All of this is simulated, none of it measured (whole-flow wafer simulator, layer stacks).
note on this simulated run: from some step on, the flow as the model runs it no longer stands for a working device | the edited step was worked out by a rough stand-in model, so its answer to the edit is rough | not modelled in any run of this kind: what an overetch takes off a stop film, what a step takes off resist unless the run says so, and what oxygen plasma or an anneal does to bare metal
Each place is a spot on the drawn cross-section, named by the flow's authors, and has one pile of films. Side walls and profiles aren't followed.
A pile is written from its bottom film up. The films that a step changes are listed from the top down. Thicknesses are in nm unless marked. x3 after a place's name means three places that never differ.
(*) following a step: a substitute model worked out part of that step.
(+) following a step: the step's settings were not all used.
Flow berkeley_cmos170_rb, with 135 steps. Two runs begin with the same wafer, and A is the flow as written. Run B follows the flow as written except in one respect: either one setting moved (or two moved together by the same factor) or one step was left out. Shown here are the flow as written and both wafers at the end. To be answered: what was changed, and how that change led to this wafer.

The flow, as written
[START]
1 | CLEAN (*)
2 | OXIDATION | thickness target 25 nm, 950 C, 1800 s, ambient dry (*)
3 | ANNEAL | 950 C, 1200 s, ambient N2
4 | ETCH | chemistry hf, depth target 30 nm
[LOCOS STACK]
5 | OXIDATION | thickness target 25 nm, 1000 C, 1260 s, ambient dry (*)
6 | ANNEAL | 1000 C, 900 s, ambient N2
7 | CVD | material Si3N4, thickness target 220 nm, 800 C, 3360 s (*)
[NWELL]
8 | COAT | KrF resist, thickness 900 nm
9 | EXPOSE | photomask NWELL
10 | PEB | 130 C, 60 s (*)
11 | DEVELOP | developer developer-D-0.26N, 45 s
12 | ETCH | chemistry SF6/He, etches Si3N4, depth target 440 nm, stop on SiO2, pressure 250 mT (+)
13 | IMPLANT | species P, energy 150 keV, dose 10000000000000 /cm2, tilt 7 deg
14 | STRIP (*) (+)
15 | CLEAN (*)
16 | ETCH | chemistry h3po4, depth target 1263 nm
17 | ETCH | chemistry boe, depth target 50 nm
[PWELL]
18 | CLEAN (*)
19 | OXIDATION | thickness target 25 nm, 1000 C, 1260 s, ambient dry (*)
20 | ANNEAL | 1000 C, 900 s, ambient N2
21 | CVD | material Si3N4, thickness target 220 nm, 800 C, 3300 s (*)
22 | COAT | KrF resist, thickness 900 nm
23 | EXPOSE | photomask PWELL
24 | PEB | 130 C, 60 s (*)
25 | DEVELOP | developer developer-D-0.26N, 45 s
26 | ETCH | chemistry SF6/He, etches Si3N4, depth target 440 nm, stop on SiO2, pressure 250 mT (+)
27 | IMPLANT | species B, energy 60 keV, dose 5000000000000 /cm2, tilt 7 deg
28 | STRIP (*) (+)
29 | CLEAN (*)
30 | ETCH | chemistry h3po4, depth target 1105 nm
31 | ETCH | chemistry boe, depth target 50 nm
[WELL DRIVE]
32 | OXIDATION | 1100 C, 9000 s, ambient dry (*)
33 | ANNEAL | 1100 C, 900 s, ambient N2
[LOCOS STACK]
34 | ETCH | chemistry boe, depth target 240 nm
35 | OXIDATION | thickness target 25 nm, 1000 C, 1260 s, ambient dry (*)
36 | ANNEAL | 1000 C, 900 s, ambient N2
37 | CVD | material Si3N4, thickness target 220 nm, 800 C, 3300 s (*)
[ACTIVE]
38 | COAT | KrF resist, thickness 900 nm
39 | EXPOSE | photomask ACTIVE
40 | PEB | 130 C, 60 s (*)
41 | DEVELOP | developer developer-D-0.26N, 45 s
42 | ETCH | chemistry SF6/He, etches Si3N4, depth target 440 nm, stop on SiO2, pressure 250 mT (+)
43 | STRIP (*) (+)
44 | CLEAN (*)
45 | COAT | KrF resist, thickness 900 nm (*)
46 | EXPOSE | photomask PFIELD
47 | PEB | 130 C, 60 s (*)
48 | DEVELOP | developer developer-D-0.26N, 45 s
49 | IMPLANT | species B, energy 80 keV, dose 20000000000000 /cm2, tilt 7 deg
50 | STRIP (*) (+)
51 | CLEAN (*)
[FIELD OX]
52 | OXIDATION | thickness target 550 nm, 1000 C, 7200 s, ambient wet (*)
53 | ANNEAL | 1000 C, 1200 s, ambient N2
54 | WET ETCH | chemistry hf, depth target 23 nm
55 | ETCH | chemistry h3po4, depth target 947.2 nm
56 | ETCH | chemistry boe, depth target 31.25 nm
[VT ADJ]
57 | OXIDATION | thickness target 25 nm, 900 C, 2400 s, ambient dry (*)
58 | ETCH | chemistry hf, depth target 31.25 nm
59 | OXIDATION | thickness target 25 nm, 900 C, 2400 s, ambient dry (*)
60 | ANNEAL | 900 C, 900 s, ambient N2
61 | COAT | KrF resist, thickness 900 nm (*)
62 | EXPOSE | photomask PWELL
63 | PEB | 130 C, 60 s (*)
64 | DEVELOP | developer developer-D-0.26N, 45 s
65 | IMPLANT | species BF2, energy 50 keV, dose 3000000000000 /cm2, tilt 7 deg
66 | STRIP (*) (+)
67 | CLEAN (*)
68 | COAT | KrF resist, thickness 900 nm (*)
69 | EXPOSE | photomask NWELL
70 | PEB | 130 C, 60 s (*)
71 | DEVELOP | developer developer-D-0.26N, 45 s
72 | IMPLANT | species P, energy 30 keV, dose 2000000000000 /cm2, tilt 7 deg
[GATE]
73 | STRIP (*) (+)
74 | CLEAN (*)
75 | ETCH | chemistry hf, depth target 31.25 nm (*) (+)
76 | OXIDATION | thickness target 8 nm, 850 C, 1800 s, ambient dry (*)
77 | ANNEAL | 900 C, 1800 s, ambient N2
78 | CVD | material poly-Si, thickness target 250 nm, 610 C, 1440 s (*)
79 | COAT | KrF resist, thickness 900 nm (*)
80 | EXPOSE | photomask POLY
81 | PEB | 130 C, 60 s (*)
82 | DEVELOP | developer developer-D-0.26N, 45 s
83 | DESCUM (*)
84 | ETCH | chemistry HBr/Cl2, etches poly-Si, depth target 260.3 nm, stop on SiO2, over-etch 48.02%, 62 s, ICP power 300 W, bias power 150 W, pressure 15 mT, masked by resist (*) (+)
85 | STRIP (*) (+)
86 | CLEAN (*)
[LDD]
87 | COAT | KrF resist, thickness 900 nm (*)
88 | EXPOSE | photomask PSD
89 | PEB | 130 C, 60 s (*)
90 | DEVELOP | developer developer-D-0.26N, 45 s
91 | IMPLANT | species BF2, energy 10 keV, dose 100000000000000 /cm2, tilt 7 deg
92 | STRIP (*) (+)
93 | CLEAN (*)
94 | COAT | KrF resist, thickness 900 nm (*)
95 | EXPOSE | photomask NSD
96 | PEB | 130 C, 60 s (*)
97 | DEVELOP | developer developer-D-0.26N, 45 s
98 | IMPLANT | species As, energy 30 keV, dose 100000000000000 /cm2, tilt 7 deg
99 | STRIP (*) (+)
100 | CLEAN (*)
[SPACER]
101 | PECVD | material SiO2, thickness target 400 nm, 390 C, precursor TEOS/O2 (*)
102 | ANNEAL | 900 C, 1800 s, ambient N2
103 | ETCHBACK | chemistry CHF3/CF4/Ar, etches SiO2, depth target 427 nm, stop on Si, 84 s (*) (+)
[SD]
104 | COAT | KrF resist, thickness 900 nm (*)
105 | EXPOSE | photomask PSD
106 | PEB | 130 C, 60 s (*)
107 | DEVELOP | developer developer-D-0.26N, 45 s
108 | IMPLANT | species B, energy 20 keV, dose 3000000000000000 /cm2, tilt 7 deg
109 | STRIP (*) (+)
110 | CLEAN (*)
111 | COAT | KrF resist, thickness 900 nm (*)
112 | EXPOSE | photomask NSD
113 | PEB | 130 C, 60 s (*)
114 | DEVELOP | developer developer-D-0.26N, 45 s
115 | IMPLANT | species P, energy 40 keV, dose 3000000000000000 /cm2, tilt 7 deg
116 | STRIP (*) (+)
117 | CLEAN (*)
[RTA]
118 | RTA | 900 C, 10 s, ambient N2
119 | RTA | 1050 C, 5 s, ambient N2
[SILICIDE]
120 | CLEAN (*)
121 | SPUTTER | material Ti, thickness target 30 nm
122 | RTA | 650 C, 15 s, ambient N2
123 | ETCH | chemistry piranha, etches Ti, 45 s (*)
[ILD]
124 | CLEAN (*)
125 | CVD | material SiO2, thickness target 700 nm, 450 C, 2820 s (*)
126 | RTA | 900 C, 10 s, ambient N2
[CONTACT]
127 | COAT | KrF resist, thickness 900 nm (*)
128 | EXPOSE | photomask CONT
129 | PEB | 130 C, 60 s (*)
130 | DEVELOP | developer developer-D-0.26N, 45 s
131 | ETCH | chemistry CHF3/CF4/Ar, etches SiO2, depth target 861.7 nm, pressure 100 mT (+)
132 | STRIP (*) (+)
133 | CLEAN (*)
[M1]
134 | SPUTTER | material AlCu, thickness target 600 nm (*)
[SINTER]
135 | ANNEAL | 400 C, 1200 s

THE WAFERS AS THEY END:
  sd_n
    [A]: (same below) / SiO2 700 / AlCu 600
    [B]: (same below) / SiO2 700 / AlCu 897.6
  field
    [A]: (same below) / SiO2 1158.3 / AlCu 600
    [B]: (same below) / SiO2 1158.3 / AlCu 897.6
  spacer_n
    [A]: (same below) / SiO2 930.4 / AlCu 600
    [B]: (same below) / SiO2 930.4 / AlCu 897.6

What caused this: step 134, SPUTTER: thickness target 897.6 nm was run, whereas the flow has thickness target 600 nm.
The wafer itself shows it: sd_n has AlCu 897.6, and step 134 as written asks for 600 nm.

Step by step, how the change led to this:
  134 | SPUTTER | material AlCu, thickness target 600 nm (*)
      field, sd_n, spacer_n, gate, spacer_p, gate_p, m1: A +600 AlCu (new film) | B +897.6 AlCu (new film)
      sd_p: A +545.9 AlCu (new film) | B +832.8 AlCu (new film)
      (as well as at 1 more place)
